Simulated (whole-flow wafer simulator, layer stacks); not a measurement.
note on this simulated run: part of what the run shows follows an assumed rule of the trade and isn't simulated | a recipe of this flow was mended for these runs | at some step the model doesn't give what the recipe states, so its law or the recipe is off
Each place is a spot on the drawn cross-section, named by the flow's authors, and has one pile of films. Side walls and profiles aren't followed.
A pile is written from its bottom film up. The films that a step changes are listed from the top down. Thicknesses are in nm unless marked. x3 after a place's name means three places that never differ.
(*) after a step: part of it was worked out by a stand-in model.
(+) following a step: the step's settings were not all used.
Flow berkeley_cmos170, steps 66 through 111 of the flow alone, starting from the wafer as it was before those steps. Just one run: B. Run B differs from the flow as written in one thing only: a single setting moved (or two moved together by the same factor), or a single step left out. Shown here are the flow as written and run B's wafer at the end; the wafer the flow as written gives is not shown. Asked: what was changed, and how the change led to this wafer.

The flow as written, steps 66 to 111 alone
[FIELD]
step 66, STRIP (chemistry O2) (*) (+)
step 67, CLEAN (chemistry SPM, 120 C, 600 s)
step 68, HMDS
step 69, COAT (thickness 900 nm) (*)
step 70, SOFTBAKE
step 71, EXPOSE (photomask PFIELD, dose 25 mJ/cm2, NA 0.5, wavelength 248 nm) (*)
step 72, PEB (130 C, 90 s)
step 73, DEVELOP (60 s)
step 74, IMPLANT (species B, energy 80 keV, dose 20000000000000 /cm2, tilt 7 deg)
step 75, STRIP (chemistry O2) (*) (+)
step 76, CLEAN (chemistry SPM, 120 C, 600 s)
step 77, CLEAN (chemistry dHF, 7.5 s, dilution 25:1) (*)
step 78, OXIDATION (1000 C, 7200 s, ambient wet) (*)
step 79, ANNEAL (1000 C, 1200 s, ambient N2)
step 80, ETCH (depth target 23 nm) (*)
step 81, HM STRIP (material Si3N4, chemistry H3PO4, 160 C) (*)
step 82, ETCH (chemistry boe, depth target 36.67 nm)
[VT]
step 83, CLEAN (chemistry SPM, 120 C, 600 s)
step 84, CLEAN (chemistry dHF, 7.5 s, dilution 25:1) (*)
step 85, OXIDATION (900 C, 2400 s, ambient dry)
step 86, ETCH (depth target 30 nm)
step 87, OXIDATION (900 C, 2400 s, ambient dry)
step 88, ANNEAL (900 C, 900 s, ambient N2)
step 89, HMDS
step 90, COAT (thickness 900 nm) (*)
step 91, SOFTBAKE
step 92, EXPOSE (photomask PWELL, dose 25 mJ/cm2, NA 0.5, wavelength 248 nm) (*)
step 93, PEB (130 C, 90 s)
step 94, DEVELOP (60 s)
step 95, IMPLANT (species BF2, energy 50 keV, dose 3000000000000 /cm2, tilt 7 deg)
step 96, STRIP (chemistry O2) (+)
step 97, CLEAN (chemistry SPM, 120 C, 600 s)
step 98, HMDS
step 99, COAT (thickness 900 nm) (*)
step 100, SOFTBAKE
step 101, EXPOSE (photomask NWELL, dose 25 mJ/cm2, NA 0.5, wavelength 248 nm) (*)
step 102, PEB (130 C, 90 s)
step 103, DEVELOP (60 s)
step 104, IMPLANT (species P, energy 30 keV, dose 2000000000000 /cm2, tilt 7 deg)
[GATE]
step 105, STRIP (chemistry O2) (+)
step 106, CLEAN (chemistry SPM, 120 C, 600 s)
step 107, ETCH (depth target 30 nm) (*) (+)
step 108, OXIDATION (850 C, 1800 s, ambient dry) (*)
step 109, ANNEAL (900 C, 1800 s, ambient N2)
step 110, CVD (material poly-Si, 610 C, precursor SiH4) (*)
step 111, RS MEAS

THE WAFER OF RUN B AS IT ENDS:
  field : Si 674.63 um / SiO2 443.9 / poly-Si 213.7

The reason: step 81, HM STRIP: 133 C was run, while the flow as written has 160 C.

Step by step, how the change led to this:
  step 81, HM STRIP (material Si3N4, chemistry H3PO4, 160 C) (*)
      sd_n, sd_p: Si3N4 loses 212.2 (all of it) (in the flow as written it would be: Si3N4 loses 212.2 (all of it), SiO2 loses 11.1)
      mark, spacer_n, gate_n and 7 more: Si3N4 loses 212.2 (all of it), SiO2 loses 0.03 (in the flow as written it would be: Si3N4 loses 212.2 (all of it), SiO2 loses 11.1)
      (and at 1 other place as well)
  step 82, ETCH (chemistry boe, depth target 36.67 nm)
      mark, spacer_n, gate_n and 7 more: SiO2 loses 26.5 (all of it) (in the flow as written it would be: SiO2 loses 15.5 (all of it))
      sd_n, sd_p: SiO2 loses 26.6 (all of it) (in the flow as written it would be: SiO2 loses 15.5 (all of it))
